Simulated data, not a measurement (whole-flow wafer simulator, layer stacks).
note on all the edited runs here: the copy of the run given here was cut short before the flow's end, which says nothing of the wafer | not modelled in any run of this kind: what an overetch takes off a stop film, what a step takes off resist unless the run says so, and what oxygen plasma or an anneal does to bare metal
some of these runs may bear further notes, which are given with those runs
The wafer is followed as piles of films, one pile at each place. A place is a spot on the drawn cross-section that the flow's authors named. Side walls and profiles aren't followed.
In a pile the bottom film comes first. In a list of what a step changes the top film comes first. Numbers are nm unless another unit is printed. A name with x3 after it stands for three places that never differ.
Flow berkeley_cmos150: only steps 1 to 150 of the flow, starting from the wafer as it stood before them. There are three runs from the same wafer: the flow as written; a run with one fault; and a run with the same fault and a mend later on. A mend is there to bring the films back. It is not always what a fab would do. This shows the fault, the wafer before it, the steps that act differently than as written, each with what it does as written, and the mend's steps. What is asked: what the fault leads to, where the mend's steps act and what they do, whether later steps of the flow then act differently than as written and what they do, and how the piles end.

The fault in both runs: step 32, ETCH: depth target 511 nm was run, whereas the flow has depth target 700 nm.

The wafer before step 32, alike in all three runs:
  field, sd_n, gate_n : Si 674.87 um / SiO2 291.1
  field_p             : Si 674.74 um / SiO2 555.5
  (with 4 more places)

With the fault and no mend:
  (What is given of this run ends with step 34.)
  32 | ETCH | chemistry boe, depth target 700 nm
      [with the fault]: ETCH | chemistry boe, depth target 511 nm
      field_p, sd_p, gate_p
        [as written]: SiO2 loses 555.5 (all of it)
        [with the fault]: SiO2 loses 511
  Steps later in the flow that act otherwise than as written:
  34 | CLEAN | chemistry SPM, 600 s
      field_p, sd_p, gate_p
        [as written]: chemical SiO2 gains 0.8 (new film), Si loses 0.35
        [with the fault]: nothing
  Once step 34 is done, the piles at field_p, sd_p, gate_p depart from the flow's by more than 2% or 0.5 nm, whichever is larger.
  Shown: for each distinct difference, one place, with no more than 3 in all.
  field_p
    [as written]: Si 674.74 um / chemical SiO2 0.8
    [with the fault]: Si 674.74 um / SiO2 44.5

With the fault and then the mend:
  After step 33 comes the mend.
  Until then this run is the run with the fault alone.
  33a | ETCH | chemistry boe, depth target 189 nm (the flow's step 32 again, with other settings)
      field_p, sd_p, gate_p
        SiO2 loses 44.5 (all of it)
  Every later step of the flow that is run acts as written at every place that is followed.
  The piles end the same as the flow's at every place that both follow.
